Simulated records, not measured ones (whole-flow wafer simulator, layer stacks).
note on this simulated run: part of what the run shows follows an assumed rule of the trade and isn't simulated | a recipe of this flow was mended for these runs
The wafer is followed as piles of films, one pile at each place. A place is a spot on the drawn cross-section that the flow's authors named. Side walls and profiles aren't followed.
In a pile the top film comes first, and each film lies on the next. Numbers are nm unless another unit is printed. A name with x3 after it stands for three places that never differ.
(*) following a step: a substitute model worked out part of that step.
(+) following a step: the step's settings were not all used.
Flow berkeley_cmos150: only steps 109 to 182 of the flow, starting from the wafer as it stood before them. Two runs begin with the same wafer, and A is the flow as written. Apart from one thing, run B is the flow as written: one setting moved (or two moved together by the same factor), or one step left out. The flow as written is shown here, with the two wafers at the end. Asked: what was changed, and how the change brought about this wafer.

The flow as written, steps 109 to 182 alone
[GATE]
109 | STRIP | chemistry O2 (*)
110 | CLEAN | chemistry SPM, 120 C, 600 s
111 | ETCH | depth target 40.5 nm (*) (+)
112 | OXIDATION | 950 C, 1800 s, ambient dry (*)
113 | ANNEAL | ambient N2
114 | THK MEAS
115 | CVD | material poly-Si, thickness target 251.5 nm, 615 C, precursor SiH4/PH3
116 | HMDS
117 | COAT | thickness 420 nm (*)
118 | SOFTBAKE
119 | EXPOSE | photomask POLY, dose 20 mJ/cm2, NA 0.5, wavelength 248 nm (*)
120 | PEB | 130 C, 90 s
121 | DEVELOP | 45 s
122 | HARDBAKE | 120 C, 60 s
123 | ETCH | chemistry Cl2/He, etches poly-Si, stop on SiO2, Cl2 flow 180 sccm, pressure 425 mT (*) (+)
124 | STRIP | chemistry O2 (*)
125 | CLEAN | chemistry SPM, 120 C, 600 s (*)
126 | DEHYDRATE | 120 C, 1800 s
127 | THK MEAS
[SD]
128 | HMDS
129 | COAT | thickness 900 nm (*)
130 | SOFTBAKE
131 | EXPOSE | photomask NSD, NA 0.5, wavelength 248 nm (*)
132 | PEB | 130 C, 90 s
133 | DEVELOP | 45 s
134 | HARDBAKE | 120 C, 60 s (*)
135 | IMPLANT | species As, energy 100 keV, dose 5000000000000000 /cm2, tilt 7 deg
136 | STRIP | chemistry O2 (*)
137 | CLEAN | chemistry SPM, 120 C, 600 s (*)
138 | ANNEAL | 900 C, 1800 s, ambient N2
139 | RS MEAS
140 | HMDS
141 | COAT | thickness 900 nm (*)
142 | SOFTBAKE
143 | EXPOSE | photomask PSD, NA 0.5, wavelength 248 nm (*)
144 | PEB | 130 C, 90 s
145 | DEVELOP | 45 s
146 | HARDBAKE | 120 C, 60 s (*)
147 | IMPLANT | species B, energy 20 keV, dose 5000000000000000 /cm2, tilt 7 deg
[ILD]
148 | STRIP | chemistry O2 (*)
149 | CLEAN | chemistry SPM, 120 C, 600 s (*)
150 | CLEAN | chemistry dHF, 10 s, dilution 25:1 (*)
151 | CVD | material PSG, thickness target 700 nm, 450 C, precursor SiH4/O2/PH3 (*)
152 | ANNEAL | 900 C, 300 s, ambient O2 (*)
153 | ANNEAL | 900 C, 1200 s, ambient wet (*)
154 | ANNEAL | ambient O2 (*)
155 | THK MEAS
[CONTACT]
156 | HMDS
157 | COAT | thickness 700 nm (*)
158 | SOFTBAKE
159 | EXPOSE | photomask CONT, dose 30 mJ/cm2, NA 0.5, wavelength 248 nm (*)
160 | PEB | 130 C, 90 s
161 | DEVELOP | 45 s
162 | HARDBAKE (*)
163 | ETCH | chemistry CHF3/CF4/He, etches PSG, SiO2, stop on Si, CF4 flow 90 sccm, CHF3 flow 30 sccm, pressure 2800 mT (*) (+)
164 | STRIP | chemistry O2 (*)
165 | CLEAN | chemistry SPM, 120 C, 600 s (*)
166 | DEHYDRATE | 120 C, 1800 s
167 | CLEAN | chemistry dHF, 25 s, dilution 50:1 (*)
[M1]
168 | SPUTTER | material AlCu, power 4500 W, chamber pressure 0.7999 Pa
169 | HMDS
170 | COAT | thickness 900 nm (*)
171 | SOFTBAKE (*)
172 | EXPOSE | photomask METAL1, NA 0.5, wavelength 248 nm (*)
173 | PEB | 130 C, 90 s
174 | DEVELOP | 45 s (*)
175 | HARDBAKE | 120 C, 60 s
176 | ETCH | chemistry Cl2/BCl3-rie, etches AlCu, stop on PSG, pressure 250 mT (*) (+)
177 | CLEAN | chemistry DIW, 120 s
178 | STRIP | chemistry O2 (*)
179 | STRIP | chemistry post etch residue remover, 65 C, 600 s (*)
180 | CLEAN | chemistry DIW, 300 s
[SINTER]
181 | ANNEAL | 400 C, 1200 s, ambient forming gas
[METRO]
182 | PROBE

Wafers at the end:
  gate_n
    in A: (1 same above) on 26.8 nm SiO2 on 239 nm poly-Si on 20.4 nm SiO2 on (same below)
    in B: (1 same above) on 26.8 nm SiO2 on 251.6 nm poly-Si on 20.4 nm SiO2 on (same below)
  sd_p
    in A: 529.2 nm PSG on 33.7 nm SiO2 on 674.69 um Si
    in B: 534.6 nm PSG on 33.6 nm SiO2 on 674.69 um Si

Cause: step 115, CVD: thickness target 264.1 nm was run, whereas the flow has thickness target 251.5 nm.

How this came from the change, step by step:
  115 | CVD | material poly-Si, thickness target 251.5 nm, 615 C, precursor SiH4/PH3
      field, field_p, sd_n, gate_n, sd_p, gate_p, contact, m1: A +251.5 poly-Si (new film) | B +264.1 poly-Si (new film)
  123 | ETCH | chemistry Cl2/He, etches poly-Si, stop on SiO2, Cl2 flow 180 sccm, pressure 425 mT (*) (+)
      field, field_p, sd_n, sd_p, contact, m1: A -251.5 poly-Si (all of it), -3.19 SiO2 | B -264.1 poly-Si (all of it), -3.19 SiO2
      gate_n, gate_p: A -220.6 KrF-resist | B -229.6 KrF-resist
  124 | STRIP | chemistry O2 (*)
      gate_n: A +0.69 chemical SiO2 (new film), -176.1 KrF-resist (all of it), -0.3 poly-Si | B +0.69 chemical SiO2 (new film), -167.3 KrF-resist (all of it), -0.3 poly-Si
      gate_p: A +0.69 chemical SiO2 (new film), -213.2 KrF-resist (all of it), -0.3 poly-Si | B +0.69 chemical SiO2 (new film), -203.2 KrF-resist (all of it), -0.3 poly-Si
